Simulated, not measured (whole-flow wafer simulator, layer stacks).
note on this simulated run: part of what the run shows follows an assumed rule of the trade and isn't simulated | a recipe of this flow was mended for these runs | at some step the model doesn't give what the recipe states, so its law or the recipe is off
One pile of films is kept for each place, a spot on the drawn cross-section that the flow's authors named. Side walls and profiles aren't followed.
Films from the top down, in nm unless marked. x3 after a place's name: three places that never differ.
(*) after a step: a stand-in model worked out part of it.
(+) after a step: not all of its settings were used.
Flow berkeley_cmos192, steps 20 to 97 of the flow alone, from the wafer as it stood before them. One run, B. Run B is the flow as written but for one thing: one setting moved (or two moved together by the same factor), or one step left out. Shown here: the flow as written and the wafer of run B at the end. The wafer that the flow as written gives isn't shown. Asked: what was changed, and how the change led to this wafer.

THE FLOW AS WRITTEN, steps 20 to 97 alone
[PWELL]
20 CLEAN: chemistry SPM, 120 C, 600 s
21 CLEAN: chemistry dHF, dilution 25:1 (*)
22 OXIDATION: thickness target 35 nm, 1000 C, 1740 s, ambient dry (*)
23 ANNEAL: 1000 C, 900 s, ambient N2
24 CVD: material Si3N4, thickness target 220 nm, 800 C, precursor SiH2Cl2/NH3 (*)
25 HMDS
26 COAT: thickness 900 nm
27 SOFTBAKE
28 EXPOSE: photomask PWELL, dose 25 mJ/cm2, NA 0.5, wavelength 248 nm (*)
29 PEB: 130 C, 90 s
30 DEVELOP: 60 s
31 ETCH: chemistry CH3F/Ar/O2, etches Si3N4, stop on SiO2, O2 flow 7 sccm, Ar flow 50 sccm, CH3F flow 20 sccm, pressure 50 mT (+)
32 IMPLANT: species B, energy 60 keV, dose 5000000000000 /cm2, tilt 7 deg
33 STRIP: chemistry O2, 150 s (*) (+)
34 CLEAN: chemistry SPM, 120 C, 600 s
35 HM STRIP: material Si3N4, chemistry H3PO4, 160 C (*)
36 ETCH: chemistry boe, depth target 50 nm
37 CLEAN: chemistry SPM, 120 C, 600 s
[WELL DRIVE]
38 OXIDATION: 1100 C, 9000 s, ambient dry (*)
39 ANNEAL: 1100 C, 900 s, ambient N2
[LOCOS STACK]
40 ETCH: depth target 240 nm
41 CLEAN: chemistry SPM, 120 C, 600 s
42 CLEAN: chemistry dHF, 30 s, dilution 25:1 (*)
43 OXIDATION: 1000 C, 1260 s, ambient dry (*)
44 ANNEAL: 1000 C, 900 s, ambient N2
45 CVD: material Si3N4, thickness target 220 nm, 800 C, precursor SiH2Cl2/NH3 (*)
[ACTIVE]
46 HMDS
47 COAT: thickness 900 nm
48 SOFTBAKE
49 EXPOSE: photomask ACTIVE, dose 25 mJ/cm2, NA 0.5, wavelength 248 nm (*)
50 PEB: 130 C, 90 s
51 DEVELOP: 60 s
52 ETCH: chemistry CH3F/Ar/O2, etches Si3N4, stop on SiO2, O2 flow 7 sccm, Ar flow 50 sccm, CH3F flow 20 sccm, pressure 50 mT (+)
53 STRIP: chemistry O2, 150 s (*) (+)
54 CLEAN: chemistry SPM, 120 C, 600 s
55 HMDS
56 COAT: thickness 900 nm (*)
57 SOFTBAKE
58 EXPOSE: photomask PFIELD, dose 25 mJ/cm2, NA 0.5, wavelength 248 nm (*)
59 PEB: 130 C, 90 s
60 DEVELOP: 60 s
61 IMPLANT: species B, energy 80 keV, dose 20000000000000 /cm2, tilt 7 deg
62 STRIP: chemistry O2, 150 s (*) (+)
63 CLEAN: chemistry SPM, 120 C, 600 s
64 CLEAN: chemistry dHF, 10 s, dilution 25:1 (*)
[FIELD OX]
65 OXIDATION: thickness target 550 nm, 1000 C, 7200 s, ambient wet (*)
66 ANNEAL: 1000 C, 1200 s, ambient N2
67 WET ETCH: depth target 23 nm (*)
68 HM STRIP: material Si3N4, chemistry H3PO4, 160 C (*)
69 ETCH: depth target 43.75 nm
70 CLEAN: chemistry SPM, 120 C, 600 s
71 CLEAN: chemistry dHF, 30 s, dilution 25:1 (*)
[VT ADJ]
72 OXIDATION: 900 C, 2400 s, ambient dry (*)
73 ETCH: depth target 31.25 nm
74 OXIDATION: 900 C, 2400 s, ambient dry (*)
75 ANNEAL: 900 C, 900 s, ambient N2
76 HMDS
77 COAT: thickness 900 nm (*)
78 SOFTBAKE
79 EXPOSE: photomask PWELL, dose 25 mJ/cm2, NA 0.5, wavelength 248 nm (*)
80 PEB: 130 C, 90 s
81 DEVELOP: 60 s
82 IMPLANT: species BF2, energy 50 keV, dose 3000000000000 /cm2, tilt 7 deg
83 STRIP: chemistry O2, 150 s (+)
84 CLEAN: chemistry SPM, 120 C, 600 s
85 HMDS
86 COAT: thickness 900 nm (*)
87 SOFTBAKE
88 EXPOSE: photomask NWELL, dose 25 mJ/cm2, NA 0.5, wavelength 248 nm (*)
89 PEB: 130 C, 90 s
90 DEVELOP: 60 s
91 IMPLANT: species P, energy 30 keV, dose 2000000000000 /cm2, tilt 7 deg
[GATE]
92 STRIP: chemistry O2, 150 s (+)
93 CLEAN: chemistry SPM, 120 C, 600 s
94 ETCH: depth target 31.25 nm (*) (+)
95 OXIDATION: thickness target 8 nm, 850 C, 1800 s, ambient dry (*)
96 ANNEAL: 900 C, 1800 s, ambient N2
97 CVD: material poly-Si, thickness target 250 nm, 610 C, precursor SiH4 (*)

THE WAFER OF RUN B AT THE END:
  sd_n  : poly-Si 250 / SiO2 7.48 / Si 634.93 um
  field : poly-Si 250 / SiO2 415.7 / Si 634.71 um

The cause: step 38, OXIDATION: 1100 C, 9000 s, ambient dry (*), was left out.

How the change led to this, step by step:
  40 ETCH: depth target 240 nm
      field, sd_n, spacer_n and 6 more: chemical SiO2 -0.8 (all of it) (as written it would be: SiO2 -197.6 (all of it))
